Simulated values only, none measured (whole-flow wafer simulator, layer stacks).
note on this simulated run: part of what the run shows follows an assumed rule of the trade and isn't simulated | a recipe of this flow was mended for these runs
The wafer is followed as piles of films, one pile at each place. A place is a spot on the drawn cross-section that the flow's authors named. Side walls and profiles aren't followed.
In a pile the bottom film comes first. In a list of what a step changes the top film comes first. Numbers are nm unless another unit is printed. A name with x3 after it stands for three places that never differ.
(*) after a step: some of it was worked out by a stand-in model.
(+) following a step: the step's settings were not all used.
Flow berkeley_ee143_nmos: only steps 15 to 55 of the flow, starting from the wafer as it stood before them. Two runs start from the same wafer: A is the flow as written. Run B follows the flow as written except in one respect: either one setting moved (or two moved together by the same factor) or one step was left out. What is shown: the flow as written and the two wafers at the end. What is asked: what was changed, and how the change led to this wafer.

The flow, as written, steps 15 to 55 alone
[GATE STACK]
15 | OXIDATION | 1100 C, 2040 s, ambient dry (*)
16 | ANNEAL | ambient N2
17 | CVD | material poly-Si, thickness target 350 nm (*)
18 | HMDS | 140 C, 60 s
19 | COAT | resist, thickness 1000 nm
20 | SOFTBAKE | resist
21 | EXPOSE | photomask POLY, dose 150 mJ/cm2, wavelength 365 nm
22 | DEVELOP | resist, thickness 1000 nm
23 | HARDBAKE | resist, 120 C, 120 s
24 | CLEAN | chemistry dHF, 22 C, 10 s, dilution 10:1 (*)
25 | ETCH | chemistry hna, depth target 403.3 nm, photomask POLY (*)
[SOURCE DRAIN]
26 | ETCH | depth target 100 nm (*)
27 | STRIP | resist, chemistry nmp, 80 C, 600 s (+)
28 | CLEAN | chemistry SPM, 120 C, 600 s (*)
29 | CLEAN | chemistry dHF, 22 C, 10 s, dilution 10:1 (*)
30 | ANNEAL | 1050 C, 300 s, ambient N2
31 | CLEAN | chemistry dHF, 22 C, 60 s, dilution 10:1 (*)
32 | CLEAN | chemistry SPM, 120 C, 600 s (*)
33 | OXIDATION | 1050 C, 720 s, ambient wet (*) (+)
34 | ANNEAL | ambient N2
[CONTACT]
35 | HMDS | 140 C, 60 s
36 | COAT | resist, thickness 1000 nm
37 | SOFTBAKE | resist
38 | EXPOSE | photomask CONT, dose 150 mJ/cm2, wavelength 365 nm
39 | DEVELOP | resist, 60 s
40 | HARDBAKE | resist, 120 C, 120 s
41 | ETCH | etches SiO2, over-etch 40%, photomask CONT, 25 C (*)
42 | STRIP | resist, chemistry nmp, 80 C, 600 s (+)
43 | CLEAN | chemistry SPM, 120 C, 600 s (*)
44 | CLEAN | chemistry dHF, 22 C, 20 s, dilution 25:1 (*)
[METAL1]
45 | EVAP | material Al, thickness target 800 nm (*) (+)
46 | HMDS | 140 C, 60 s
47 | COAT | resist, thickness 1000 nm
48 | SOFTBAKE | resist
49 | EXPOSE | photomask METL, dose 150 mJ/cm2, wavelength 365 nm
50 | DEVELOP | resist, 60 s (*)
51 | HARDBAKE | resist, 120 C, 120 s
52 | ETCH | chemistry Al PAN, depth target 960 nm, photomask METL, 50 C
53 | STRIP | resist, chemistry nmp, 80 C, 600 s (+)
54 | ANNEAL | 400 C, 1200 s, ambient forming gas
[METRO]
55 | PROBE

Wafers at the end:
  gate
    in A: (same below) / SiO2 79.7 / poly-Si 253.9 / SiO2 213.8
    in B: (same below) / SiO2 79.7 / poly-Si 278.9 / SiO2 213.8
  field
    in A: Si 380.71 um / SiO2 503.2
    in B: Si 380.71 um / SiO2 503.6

What caused this: step 17, CVD: thickness target 375 nm was run, though the flow has thickness target 350 nm.

How this came from the change, step by step:
  17 | CVD | material poly-Si, thickness target 350 nm (*)
      gate, sd, contact, field: A +350 poly-Si (new film) | B +375 poly-Si (new film)
  25 | ETCH | chemistry hna, depth target 403.3 nm, photomask POLY (*)
      sd, contact, field: A -350 poly-Si (all of it), -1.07 SiO2 | B -375 poly-Si (all of it), -0.57 SiO2
